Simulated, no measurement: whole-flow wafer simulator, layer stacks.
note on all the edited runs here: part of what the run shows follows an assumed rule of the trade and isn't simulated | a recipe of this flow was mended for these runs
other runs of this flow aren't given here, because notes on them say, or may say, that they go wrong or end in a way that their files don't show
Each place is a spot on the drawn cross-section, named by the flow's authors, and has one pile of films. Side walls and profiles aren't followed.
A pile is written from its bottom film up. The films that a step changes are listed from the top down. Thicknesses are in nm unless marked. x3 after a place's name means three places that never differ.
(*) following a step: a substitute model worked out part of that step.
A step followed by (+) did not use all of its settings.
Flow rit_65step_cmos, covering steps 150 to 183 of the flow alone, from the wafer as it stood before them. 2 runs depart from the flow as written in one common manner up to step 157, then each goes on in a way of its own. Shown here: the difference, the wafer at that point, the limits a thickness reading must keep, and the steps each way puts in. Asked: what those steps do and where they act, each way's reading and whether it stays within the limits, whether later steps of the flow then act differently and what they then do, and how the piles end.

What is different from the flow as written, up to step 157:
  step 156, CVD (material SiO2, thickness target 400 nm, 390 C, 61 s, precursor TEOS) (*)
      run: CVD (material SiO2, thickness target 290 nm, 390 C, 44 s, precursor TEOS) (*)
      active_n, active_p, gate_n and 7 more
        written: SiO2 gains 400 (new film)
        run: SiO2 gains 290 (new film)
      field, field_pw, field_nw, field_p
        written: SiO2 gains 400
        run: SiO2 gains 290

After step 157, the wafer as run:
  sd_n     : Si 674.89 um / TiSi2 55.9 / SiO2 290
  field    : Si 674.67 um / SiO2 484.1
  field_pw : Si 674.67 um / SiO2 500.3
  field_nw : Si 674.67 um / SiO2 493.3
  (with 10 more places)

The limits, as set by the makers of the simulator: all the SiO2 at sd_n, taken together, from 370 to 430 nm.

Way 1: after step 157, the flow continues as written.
  Reading after step 157: 290 nm, not within the limits.
  Steps further on in the flow that do not act as written (5 more steps, not shown, differ only slightly: by at most 2% or 0.5 nm, whichever is larger):
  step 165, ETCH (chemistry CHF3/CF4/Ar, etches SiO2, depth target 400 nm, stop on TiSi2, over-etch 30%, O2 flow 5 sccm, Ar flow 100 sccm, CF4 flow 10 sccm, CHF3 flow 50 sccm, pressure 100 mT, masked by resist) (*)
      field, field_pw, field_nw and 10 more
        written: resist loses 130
        way: resist loses 94.2
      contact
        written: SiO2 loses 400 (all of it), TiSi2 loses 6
        way: SiO2 loses 290 (all of it), TiSi2 loses 11.5
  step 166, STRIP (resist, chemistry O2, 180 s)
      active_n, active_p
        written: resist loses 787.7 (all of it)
        way: resist loses 822.7 (all of it)
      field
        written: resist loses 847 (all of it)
        way: resist loses 882.2 (all of it)
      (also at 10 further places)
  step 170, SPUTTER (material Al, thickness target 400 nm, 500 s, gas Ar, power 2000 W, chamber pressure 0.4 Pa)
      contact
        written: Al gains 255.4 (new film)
        way: Al gains 289.2 (new film)
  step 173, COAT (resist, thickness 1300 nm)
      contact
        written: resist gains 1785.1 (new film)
        way: resist gains 1666.2 (new film)
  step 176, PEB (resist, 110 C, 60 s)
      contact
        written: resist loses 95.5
        way: resist loses 88.8
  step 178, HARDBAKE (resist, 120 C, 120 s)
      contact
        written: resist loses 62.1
        way: resist loses 57.5
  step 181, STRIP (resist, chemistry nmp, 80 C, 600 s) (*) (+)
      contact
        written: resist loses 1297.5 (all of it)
        way: resist loses 1189.9 (all of it)
  By the end, the piles at field, field_pw, field_nw and 11 more depart from the flow's by more than 2% or 0.5 nm, whichever is larger.
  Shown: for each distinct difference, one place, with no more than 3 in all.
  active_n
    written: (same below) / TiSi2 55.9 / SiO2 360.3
    way: (same below) / TiSi2 55.9 / SiO2 250.3
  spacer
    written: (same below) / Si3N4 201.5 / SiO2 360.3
    way: (same below) / Si3N4 201.5 / SiO2 250.3
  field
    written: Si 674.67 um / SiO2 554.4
    way: Si 674.67 um / SiO2 444.4

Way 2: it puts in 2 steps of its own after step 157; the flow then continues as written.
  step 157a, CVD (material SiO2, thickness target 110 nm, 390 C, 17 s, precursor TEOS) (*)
      field, field_pw, field_nw and 11 more
        SiO2 gains 110
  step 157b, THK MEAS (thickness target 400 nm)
      does not change any film at any place that is followed
  Reading after step 157b: 400 nm, inside the limits.
  None of the later steps of the flow differs from how it acts as written, at any place that is followed, by more than 2% or 0.5 nm, whichever is larger.
  At every place that both follow, the piles at the end match the flow's.

Keeping within the limits: way 2. Outside them: way 1.
